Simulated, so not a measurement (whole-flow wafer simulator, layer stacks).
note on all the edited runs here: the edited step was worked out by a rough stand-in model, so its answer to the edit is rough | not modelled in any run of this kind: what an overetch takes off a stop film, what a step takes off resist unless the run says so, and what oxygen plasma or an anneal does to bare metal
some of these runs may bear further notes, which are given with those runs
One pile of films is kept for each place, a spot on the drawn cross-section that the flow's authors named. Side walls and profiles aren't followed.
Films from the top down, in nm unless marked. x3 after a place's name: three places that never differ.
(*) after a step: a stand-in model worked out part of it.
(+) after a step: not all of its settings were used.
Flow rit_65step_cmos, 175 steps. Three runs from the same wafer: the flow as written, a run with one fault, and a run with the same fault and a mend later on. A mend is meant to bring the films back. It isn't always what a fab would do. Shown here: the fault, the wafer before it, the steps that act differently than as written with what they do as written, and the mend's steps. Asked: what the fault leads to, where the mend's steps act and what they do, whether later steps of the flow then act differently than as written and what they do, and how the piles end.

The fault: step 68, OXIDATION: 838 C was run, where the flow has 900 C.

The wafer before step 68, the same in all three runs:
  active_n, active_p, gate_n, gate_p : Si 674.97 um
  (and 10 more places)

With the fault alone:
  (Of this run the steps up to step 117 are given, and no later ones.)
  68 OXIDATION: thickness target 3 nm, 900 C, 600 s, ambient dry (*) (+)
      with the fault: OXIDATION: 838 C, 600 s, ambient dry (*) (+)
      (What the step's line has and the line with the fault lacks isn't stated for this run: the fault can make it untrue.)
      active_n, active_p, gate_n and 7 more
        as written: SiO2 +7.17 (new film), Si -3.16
        with the fault: SiO2 +3 (new film), Si -1.32
  Later steps of the flow that act differently than as written (14 more steps differ only slightly, by at most 2% or 0.5 nm, whichever is larger, and aren't shown):
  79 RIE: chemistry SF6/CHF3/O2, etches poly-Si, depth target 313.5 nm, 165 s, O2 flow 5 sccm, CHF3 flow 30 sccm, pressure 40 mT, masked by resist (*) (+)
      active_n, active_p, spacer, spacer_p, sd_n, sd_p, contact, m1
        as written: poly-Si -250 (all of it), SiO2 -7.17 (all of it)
        with the fault: poly-Si -250 (all of it), SiO2 -3 (all of it)
  After step 117 the piles differ from the flow's by more than 2% or 0.5 nm, whichever is larger, at gate_n, gate_p.
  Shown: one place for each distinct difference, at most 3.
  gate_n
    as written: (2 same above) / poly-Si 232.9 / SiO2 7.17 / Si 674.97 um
    with the fault: (2 same above) / poly-Si 232.9 / SiO2 3 / Si 674.97 um

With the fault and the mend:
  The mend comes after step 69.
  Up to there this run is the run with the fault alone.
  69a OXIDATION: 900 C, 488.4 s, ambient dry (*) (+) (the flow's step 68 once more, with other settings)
      active_n, active_p, gate_n and 7 more
        SiO2 +4, Si -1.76
  No later step of the flow acts differently than as written, at any place that is followed, by more than 2% or 0.5 nm, whichever is larger.
  At the end the piles differ from the flow's only slightly at the places that both follow, by at most 2% or 0.5 nm, whichever is larger.
